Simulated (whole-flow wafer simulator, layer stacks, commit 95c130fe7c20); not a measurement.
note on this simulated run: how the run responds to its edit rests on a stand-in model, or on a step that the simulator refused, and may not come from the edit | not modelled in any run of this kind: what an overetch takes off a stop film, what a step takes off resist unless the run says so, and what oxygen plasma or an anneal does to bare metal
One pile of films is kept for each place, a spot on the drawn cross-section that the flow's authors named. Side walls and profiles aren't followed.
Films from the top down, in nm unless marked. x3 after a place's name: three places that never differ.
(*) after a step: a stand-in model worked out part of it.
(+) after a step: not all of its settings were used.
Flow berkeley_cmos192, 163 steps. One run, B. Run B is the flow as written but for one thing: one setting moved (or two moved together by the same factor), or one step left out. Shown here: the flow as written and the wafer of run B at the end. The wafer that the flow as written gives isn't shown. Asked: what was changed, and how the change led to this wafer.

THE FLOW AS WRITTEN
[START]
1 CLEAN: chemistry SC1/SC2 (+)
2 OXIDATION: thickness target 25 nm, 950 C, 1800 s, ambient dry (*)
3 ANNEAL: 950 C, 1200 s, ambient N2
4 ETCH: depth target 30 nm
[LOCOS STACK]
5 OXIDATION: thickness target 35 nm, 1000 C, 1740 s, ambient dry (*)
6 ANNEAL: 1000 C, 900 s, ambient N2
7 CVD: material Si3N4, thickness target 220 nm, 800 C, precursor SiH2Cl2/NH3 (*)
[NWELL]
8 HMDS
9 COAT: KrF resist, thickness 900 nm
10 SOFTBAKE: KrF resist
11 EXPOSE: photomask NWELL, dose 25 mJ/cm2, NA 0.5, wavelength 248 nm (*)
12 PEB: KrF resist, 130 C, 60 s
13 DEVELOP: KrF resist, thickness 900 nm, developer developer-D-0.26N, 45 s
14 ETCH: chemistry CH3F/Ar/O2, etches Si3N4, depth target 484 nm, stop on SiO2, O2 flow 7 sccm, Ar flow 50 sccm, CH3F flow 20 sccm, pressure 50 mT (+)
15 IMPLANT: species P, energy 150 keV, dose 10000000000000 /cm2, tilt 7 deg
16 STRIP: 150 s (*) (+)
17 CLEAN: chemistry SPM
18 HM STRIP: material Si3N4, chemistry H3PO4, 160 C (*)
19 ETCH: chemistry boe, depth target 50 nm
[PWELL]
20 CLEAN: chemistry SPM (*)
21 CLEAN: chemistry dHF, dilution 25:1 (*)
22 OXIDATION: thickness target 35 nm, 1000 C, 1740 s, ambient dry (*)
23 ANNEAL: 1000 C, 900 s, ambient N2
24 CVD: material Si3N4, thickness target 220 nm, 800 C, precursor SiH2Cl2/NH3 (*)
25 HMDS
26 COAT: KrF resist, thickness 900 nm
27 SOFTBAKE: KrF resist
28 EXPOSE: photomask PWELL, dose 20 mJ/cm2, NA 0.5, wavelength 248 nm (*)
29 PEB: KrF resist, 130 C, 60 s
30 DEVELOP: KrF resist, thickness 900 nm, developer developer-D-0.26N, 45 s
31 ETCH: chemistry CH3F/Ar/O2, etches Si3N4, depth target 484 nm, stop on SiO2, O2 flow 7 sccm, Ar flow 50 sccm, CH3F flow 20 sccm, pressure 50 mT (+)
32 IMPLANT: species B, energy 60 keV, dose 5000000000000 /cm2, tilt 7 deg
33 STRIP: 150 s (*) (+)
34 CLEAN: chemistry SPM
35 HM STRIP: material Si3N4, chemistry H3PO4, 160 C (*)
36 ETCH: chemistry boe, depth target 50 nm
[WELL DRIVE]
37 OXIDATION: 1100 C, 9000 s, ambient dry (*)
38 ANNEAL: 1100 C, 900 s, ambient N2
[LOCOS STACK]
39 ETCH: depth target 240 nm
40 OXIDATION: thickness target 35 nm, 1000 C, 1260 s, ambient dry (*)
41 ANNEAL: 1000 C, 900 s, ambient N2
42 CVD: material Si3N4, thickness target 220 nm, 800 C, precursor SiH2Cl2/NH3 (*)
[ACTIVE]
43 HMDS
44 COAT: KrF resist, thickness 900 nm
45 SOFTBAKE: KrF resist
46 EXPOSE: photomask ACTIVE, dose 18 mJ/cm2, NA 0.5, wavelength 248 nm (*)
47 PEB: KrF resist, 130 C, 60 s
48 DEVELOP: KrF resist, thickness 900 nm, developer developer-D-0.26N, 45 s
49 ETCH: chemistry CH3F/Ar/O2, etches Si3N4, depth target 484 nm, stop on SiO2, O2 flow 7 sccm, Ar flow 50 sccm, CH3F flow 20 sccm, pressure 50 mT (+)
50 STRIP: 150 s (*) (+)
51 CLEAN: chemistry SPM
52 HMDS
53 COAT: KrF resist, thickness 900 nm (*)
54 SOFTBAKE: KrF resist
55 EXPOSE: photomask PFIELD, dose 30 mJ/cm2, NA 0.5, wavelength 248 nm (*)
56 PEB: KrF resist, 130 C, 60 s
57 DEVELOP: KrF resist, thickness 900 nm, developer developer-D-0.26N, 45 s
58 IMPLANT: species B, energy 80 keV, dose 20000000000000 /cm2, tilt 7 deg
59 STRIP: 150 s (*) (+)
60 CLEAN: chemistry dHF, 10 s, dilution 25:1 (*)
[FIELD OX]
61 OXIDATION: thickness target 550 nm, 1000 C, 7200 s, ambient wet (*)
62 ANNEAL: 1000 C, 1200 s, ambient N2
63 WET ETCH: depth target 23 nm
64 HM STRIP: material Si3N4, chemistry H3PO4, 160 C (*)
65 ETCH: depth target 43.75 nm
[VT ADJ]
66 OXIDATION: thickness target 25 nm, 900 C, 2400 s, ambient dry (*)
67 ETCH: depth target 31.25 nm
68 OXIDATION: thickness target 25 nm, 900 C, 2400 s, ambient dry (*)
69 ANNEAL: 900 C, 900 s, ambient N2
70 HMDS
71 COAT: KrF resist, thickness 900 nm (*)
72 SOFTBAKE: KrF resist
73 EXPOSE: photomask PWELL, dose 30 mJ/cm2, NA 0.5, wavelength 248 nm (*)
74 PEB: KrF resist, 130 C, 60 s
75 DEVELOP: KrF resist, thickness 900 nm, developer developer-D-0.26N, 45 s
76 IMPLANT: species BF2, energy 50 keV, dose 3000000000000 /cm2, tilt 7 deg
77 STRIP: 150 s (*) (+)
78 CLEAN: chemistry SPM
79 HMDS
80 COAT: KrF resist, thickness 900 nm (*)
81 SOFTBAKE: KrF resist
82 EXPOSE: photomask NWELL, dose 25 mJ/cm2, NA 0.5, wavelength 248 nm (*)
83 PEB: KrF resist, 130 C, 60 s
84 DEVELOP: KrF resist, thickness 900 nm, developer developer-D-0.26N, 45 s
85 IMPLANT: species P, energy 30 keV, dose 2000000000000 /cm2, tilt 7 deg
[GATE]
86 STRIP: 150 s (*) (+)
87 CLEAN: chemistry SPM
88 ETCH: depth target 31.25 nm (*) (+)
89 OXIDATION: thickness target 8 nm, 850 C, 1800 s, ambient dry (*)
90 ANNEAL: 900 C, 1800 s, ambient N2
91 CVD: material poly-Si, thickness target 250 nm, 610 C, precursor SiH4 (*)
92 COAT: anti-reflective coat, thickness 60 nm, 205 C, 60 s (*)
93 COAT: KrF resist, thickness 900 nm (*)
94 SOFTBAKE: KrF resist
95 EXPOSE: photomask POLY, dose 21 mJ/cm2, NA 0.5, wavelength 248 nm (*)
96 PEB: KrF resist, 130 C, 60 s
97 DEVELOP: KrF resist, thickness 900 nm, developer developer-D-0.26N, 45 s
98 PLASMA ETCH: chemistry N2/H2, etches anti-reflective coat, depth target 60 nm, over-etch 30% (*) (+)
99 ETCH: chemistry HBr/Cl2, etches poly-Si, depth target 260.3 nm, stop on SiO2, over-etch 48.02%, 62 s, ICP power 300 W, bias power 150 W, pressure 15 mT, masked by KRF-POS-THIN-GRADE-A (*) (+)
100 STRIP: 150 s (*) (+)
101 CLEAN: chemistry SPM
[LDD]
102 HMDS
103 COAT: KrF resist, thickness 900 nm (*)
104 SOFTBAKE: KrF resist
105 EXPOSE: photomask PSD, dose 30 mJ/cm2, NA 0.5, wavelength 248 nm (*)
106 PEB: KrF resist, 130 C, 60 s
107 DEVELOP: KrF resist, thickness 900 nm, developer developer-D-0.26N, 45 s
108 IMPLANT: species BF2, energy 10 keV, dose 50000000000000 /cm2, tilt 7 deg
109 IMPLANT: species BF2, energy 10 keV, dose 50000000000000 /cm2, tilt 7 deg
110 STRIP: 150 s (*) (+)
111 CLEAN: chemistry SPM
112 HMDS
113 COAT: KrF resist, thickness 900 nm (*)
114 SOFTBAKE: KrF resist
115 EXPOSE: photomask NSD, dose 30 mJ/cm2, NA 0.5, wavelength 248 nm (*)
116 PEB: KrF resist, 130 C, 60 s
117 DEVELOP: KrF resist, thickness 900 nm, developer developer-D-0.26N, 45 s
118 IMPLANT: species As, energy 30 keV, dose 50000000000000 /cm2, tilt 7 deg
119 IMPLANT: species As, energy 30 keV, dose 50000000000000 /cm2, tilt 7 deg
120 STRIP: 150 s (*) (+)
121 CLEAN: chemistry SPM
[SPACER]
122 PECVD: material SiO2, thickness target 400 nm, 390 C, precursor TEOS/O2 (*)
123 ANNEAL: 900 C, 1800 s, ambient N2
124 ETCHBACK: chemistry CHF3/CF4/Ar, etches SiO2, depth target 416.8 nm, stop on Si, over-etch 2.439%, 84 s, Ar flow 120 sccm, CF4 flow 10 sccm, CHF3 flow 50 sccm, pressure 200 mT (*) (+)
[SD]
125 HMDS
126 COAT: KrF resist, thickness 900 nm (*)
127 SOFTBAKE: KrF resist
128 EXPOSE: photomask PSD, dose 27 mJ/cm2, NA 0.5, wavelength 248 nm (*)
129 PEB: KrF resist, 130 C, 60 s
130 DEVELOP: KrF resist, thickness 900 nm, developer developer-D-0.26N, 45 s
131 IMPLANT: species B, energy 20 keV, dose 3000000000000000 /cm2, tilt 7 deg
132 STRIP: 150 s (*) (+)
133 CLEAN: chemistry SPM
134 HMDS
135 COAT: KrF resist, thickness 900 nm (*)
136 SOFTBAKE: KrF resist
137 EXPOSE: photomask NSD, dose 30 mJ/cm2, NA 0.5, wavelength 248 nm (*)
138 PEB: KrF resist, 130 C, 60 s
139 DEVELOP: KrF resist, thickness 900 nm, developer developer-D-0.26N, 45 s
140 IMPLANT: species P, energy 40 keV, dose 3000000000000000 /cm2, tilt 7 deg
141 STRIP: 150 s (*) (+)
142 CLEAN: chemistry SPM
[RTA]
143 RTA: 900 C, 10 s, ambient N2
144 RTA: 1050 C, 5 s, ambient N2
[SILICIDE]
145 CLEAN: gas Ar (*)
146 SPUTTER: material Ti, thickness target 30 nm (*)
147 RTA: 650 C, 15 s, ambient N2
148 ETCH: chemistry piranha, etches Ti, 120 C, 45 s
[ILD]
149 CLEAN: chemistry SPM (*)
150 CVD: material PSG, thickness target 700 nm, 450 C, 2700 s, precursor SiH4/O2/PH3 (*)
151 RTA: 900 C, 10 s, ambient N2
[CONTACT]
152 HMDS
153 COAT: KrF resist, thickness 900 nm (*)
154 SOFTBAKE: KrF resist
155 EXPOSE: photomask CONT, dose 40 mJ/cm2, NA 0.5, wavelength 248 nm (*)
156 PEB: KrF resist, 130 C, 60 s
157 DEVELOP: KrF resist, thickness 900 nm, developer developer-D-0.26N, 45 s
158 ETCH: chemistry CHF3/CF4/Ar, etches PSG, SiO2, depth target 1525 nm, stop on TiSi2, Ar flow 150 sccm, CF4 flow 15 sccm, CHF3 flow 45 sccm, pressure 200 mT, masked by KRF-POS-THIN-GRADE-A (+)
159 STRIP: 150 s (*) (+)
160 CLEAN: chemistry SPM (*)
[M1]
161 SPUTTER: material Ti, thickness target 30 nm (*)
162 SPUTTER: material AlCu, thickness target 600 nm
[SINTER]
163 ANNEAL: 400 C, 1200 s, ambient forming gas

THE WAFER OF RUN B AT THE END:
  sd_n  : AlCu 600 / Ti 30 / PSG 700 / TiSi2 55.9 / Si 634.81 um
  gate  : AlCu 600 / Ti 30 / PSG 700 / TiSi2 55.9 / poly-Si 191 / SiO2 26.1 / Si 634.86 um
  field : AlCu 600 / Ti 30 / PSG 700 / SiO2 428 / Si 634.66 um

The cause: step 39, ETCH: depth target 93 nm was run, where the flow has depth target 240 nm.

How the change led to this, step by step:
  39 ETCH: depth target 240 nm
      field, sd_n, spacer_n and 6 more: SiO2 -93 (as written it would be: SiO2 -197.6 (all of it))
  40 OXIDATION: thickness target 35 nm, 1000 C, 1260 s, ambient dry (*)
      field, sd_n, spacer_n and 6 more: SiO2 +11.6, Si -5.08 (as written it would be: SiO2 +26.6 (new film), Si -11.7)
  61 OXIDATION: thickness target 550 nm, 1000 C, 7200 s, ambient wet (*)
      sd_n, sd_p: SiO2 +12.1 (new film), Si3N4 -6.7 (as written it would be: SiO2 +12.1 (new film), Si3N4 -6.7, SiO2 +0.06, Si -0.06)
      gate: SiO2 +12.1 (new film), Si3N4 -6.7 (as written it would be: SiO2 +12.1 (new film), Si3N4 -6.7, SiO2 +0.05, Si -0.05)
      (and at 1 more place)
  65 ETCH: depth target 43.75 nm
      sd_n, spacer_n, gate, sd_p, spacer_p, gate_p, contact, m1: SiO2 -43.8 (as written it would be: SiO2 -24.6 (all of it))
  66 OXIDATION: thickness target 25 nm, 900 C, 2400 s, ambient dry (*)
      sd_n, spacer_n, gate, sd_p, spacer_p, gate_p, contact, m1: SiO2 +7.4, Si -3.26 (as written it would be: SiO2 +14.9 (new film), Si -6.57)
  67 ETCH: depth target 31.25 nm
      sd_n, spacer_n, gate, sd_p, spacer_p, gate_p, contact, m1: SiO2 -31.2 (as written it would be: SiO2 -14.9 (all of it))
  68 OXIDATION: thickness target 25 nm, 900 C, 2400 s, ambient dry (*)
      sd_n, spacer_n, gate, sd_p, spacer_p, gate_p, contact, m1: SiO2 +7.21, Si -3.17 (as written it would be: SiO2 +14.9 (new film), Si -6.57)
  88 ETCH: depth target 31.25 nm (*) (+)
      sd_n, spacer_n, gate, sd_p, spacer_p, gate_p, contact, m1: SiO2 -31.2 (as written it would be: SiO2 -14.9 (all of it))
  89 OXIDATION: thickness target 8 nm, 850 C, 1800 s, ambient dry (*)
      sd_n, spacer_n, gate, sd_p, spacer_p, gate_p, contact, m1: SiO2 +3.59, Si -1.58 (as written it would be: SiO2 +7.48 (new film), Si -3.29)
  92 COAT: anti-reflective coat, thickness 60 nm, 205 C, 60 s (*)
      sd_n: anti-reflective coat +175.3 (new film) (as written it would be: anti-reflective coat +152.4 (new film))
      spacer_n: anti-reflective coat +27 (new film) (as written it would be: anti-reflective coat +33.8 (new film))
      (and at 6 more places)
  93 COAT: KrF resist, thickness 900 nm (*)
      spacer_n: KrF resist +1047 (new film) (as written it would be: KrF resist +1021.2 (new film))
      gate: KrF resist +1049.9 (new film) (as written it would be: KrF resist +1023.8 (new film))
  97 DEVELOP: KrF resist, thickness 900 nm, developer developer-D-0.26N, 45 s
      spacer_n: KrF resist -1045.3 (all of it) (as written it would be: KrF resist -1019.5 (all of it))
  98 PLASMA ETCH: chemistry N2/H2, etches anti-reflective coat, depth target 60 nm, over-etch 30% (*) (+)
      field: anti-reflective coat -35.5 (all of it), poly-Si -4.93 (as written it would be: anti-reflective coat -35.3 (all of it), poly-Si -4.18)
      sd_n: anti-reflective coat -175.3 (all of it), poly-Si -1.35 (as written it would be: anti-reflective coat -152.4 (all of it), poly-Si -1.17)
      (and at 5 more places)
  100 STRIP: 150 s (*) (+)
      gate: chemical SiO2 +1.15 (new film), KrF resist -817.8 (all of it), anti-reflective coat -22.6 (all of it), poly-Si -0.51 (as written it would be: chemical SiO2 +1.15 (new film), KrF resist -791.8 (all of it), anti-reflective coat -30 (all of it), poly-Si -0.51)
      gate_p: chemical SiO2 +1.15 (new film), KrF resist -781.5 (all of it), anti-reflective coat -26.3 (all of it), poly-Si -0.51 (as written it would be: chemical SiO2 +1.15 (new film), KrF resist -765.1 (all of it), anti-reflective coat -31 (all of it), poly-Si -0.51)
  124 ETCHBACK: chemistry CHF3/CF4/Ar, etches SiO2, depth target 416.8 nm, stop on Si, over-etch 2.439%, 84 s, Ar flow 120 sccm, CF4 flow 10 sccm, CHF3 flow 50 sccm, pressure 200 mT (*) (+)
      sd_n: SiO2 -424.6 (all of it) (as written it would be: SiO2 -406 (all of it))
      sd_p: SiO2 -407.7 (all of it) (as written it would be: SiO2 -391.4 (all of it))
      (and at 2 more places)
  126 COAT: KrF resist, thickness 900 nm (*)
      sd_n: KrF resist +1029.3 (new film) (as written it would be: KrF resist +999.7 (new film))
      sd_p: KrF resist +1030.4 (new film) (as written it would be: KrF resist +1006.2 (new film))
      (and at 2 more places)
  ... 12 more steps ...
  162 SPUTTER: material AlCu, thickness target 600 nm
      sd_p: AlCu +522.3 (new film) (as written it would be: AlCu +551.2 (new film))
